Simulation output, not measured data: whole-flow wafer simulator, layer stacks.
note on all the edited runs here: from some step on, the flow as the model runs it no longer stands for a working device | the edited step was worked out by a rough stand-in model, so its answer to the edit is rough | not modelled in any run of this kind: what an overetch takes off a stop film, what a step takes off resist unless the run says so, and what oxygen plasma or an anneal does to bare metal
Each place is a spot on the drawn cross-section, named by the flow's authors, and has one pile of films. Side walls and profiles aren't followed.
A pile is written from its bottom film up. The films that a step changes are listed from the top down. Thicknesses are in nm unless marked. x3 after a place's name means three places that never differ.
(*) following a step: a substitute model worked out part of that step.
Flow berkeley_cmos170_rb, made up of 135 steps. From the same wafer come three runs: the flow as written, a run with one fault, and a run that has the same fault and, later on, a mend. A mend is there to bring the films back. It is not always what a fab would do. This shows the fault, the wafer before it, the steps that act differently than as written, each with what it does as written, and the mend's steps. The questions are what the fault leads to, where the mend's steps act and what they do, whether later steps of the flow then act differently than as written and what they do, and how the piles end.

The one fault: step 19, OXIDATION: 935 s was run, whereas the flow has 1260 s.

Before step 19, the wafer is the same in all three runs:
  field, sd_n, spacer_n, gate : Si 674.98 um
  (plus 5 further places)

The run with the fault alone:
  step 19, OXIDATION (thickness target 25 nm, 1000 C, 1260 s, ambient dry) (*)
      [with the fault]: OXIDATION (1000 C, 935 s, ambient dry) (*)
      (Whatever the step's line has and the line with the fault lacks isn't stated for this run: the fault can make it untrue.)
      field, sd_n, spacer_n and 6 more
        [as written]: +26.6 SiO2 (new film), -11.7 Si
        [with the fault]: +22.7 SiO2 (new film), -9.97 Si
  Steps further on in the flow that do not act as written:
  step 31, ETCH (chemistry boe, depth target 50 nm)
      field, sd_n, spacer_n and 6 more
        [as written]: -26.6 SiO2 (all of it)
        [with the fault]: -22.7 SiO2 (all of it)
  At the end the piles are close to the flow's at the places that both follow, differing by at most 2% or 0.5 nm, whichever is larger.

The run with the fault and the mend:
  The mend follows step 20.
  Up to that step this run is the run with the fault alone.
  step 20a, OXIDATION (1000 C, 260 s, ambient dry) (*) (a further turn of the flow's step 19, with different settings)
      field, sd_n, spacer_n and 6 more
        +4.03 SiO2, -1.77 Si
  Later steps of the flow that are run all act as written at every place that is followed, up to a difference of at most 2% or 0.5 nm, whichever is larger.
  At the end the piles are close to the flow's at the places that both follow, differing by at most 2% or 0.5 nm, whichever is larger.
